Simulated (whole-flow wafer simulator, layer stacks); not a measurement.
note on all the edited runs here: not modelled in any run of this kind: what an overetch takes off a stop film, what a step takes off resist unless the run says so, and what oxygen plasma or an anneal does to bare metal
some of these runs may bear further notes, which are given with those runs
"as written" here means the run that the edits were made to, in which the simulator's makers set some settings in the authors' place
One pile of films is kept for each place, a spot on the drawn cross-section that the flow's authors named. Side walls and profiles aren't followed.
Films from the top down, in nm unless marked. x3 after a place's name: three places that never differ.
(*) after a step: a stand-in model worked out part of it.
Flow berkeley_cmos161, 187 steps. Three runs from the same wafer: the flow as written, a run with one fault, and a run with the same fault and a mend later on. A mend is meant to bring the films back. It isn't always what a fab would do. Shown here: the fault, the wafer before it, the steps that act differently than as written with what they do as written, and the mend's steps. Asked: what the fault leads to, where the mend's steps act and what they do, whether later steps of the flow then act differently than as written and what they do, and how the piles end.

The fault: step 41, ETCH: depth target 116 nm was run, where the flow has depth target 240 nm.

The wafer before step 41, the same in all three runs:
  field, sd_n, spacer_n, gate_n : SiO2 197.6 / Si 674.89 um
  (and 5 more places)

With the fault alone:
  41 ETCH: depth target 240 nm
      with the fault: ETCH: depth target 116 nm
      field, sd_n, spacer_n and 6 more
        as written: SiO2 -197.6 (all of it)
        with the fault: SiO2 -116
  Later steps of the flow that act differently than as written (33 more steps differ only slightly, by at most 2% or 0.5 nm, whichever is larger, and aren't shown):
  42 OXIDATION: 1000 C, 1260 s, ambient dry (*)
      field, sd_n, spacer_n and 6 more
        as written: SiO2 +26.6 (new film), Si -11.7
        with the fault: SiO2 +12.6, Si -5.56
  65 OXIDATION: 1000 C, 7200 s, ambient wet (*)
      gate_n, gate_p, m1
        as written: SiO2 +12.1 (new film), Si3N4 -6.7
        with the fault: SiO2 +12.1 (new film), Si3N4 -6.7, SiO2 +0.16
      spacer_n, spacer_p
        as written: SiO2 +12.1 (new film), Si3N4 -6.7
        with the fault: SiO2 +12.1 (new film), Si3N4 -6.7, SiO2 +0.22, Si -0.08
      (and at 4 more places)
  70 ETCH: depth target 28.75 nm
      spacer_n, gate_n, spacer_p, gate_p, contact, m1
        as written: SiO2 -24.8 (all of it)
        with the fault: SiO2 -28.8
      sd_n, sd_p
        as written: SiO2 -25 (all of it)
        with the fault: SiO2 -28.8
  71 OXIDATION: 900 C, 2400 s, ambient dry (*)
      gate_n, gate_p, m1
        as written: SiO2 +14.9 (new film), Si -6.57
        with the fault: SiO2 +7.58, Si -3.34
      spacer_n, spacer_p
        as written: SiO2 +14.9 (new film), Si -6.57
        with the fault: SiO2 +7.58, Si -3.33
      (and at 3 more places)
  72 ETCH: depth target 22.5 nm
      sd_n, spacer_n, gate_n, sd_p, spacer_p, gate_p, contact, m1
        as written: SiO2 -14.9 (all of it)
        with the fault: SiO2 -22.5
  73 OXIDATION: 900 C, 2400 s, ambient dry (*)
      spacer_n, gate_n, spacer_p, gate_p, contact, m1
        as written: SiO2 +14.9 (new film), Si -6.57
        with the fault: SiO2 +7.07, Si -3.11
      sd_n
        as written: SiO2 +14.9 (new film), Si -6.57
        with the fault: SiO2 +6.68, Si -2.94
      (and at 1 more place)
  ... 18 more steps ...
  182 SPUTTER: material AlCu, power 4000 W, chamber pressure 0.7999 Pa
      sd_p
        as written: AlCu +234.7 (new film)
        with the fault: AlCu +224.6 (new film)
  At the end the piles differ from the flow's by more than 2% or 0.5 nm, whichever is larger, at field, spacer_n, gate_n, sd_p, spacer_p, gate_p.
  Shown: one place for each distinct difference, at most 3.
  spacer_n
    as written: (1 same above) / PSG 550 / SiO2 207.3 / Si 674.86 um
    with the fault: (1 same above) / PSG 550 / SiO2 236.1 / Si 674.88 um
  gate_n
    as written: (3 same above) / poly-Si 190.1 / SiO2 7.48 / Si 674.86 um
    with the fault: (3 same above) / poly-Si 190.1 / SiO2 36.3 / Si 674.88 um
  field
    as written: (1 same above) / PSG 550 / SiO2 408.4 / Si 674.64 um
    with the fault: (1 same above) / PSG 550 / SiO2 432.3 / Si 674.66 um

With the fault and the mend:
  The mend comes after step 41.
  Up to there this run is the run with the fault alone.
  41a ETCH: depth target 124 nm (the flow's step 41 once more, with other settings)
      field, sd_n, spacer_n and 6 more
        SiO2 -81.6 (all of it)
  No later step of the flow acts differently than as written at any place that is followed.
  At the end the piles are the same as the flow's at every place that both follow.
